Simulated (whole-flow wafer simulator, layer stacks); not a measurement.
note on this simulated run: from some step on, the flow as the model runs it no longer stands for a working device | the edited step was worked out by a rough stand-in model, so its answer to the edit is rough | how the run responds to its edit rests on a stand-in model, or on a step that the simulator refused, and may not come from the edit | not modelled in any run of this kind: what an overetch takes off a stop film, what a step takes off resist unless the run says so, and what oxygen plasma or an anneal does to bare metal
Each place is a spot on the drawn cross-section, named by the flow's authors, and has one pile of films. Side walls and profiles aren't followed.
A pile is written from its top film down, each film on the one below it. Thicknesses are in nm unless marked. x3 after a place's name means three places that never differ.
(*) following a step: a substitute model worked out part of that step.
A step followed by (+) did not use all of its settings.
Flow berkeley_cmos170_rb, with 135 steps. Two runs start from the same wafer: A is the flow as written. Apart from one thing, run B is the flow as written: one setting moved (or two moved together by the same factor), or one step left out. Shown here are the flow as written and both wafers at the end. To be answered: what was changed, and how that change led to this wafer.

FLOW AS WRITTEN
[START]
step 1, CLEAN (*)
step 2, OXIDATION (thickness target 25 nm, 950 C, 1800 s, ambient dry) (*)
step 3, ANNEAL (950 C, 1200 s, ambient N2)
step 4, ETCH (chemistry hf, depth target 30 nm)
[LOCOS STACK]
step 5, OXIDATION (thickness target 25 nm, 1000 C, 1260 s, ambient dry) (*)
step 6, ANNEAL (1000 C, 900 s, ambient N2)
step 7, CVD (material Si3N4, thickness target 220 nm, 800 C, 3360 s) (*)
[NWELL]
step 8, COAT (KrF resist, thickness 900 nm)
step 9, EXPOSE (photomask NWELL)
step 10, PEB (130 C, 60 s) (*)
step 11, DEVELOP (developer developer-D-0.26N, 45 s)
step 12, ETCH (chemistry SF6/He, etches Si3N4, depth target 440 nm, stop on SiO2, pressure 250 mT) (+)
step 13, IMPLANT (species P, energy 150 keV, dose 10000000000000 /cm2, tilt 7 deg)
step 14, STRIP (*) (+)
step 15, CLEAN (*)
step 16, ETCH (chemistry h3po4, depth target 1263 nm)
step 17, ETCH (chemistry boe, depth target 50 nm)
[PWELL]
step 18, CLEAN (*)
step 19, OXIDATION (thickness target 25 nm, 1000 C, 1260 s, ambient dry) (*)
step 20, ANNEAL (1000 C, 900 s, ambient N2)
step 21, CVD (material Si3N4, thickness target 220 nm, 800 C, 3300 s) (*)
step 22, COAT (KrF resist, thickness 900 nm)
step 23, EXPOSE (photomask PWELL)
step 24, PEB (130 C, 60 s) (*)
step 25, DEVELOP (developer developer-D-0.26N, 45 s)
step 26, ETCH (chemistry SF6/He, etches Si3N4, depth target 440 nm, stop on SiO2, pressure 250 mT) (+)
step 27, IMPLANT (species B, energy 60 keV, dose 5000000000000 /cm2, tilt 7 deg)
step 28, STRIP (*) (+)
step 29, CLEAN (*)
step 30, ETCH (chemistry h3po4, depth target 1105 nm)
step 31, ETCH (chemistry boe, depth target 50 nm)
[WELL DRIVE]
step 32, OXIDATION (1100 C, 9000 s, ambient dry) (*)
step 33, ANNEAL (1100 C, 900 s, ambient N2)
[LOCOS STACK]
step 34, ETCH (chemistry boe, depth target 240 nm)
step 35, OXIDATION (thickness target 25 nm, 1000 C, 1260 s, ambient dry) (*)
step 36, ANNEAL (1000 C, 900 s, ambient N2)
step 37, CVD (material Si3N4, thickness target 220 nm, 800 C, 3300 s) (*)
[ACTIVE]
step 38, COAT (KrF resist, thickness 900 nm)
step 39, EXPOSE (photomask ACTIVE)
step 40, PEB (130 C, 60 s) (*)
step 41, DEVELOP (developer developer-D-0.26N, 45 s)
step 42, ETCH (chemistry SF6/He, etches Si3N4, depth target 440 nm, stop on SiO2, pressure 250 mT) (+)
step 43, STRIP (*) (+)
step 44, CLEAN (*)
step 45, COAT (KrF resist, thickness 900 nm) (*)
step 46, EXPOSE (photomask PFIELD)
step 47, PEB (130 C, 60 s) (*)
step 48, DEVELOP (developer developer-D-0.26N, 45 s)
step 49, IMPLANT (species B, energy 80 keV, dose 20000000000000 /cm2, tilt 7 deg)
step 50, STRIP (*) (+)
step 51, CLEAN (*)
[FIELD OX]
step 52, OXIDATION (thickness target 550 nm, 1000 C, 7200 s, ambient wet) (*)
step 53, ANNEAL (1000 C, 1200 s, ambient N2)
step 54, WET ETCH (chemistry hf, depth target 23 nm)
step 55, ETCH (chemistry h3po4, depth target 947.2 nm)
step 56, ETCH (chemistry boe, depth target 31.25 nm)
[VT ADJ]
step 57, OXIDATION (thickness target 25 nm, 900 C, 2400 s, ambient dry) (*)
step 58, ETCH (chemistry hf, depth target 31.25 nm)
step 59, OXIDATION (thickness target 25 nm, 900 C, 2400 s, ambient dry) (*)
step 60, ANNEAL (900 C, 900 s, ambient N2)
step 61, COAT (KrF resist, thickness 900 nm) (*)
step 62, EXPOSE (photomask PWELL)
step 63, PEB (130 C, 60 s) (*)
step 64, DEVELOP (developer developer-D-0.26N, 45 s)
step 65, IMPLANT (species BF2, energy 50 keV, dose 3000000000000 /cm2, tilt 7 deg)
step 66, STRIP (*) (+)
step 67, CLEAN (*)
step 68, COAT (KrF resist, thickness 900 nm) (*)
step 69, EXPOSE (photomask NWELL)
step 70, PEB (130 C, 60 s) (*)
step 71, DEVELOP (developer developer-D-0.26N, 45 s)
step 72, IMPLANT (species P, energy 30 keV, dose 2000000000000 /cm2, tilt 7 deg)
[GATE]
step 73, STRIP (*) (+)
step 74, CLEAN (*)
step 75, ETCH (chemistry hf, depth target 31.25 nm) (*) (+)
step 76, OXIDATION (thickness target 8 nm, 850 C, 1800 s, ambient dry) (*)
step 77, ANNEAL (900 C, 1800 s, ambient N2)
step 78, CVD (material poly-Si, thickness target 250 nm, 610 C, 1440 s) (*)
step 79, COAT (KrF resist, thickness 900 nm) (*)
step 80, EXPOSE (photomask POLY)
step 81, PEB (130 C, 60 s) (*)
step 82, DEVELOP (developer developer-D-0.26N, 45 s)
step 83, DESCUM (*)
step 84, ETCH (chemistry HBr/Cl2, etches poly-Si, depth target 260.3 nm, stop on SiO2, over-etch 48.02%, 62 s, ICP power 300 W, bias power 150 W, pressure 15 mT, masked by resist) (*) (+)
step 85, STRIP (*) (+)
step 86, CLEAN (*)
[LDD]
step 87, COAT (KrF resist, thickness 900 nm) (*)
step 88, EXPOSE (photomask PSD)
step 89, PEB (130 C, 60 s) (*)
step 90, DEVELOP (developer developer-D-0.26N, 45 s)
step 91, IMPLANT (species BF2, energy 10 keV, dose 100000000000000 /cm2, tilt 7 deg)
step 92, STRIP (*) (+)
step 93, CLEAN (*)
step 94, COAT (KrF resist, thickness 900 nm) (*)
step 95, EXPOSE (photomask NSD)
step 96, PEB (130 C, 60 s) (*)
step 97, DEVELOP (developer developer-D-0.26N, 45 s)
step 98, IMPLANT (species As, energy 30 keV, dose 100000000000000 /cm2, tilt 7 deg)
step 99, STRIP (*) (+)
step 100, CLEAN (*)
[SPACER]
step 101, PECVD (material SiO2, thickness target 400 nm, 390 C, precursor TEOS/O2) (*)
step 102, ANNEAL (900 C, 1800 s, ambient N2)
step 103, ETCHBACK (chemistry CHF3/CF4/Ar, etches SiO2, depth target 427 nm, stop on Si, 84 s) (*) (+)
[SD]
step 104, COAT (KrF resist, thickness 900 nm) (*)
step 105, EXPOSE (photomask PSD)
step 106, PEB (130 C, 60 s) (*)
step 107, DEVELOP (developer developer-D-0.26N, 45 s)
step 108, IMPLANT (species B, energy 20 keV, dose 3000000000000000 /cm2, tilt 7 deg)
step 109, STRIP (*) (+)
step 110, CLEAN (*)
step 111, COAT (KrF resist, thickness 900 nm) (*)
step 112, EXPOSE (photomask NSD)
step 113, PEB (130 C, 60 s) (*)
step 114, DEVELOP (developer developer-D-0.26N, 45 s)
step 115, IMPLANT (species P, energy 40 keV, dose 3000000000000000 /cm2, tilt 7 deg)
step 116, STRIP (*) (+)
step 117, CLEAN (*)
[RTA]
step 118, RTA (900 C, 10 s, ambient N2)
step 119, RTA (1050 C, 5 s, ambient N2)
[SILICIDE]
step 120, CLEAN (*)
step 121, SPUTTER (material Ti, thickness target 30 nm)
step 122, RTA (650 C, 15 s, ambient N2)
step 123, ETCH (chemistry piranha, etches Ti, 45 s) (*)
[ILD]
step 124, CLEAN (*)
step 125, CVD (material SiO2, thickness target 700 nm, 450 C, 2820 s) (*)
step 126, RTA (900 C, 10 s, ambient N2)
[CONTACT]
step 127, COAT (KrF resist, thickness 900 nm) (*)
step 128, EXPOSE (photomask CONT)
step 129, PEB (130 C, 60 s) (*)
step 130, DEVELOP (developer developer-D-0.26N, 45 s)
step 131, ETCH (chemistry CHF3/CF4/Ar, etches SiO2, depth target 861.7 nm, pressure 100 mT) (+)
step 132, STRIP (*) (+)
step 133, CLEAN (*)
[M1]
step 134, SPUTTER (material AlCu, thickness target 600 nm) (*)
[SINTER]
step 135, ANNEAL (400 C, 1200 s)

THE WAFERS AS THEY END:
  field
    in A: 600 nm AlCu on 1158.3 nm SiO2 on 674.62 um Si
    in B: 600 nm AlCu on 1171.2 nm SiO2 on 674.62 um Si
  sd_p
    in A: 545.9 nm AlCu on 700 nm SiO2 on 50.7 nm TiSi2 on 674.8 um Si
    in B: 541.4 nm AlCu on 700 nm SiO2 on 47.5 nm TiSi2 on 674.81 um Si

What caused this: step 75, ETCH: depth target 18.28 nm was run, whereas the flow has depth target 31.25 nm.

How this came from the change, step by step:
  step 75, ETCH (chemistry hf, depth target 31.25 nm) (*) (+)
      field: A SiO2 loses 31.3 | B SiO2 loses 18.3
  step 121, SPUTTER (material Ti, thickness target 30 nm)
      sd_p: A Ti gains 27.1 (new film) | B Ti gains 25.4 (new film)
  step 122, RTA (650 C, 15 s, ambient N2)
      sd_p: A Ti loses 21.1, TiSi first gains 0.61 (new film), TiSi2 C49 gains 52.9 (new film), Si loses 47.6 | B Ti loses 19.8, TiSi2 C49 gains 50.4 (new film), Si loses 45
  step 126, RTA (900 C, 10 s, ambient N2)
      sd_p: A under 1 film: TiSi2 gains 50.7 (new film), TiSi first loses 0.61 (all of it), TiSi2 C49 loses 52.9 (all of it), Si loses 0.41 | B under 1 film: TiSi2 gains 47.5 (new film), TiSi2 C49 loses 50.4 (all of it)
